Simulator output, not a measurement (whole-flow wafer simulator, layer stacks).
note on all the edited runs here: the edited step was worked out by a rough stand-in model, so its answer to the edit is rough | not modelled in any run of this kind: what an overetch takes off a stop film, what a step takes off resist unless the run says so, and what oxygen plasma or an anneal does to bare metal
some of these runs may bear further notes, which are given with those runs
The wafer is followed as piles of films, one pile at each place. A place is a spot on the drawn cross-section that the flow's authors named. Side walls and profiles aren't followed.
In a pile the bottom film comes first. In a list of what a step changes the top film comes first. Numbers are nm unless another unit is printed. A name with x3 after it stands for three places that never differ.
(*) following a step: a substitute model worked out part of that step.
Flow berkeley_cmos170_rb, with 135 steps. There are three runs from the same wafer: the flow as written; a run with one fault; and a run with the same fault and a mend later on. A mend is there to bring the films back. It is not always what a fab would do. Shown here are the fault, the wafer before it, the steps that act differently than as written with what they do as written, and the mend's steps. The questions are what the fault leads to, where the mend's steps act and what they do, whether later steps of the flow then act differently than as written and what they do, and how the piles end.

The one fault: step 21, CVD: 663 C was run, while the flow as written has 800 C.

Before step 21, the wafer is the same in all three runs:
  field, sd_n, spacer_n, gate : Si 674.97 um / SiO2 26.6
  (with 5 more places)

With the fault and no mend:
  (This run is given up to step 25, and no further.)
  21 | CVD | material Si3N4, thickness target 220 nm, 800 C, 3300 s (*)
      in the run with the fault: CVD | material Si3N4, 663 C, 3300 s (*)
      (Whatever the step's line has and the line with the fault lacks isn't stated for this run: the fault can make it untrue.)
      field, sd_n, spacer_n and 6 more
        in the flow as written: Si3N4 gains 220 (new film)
        in the run with the fault: Si3N4 gains 15.3 (new film)
  None of the later steps of the flow up to step 25 acts differently than as written at any place that is followed.
  After step 25, at field, sd_n, spacer_n and 6 more, the piles differ from the flow's by more than 2% or 0.5 nm, whichever is larger.
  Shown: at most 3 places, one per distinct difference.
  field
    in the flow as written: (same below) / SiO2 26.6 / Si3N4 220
    in the run with the fault: (same below) / SiO2 26.6 / Si3N4 15.3
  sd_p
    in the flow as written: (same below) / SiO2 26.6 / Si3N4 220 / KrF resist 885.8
    in the run with the fault: (same below) / SiO2 26.6 / Si3N4 15.3 / KrF resist 885.8

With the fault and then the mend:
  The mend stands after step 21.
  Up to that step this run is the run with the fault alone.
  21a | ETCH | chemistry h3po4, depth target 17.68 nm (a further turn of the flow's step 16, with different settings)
      field, sd_n, spacer_n and 6 more
        Si3N4 loses 15.3 (all of it)
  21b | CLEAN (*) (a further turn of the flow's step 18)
      does not change any film at any place that is followed
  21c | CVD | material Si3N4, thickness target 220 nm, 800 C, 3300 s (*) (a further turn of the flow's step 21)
      field, sd_n, spacer_n and 6 more
        Si3N4 gains 220 (new film)
  None of the later steps of the flow acts differently than as written at any place that is followed.
  By the end, the piles equal the flow's at every place that both follow.
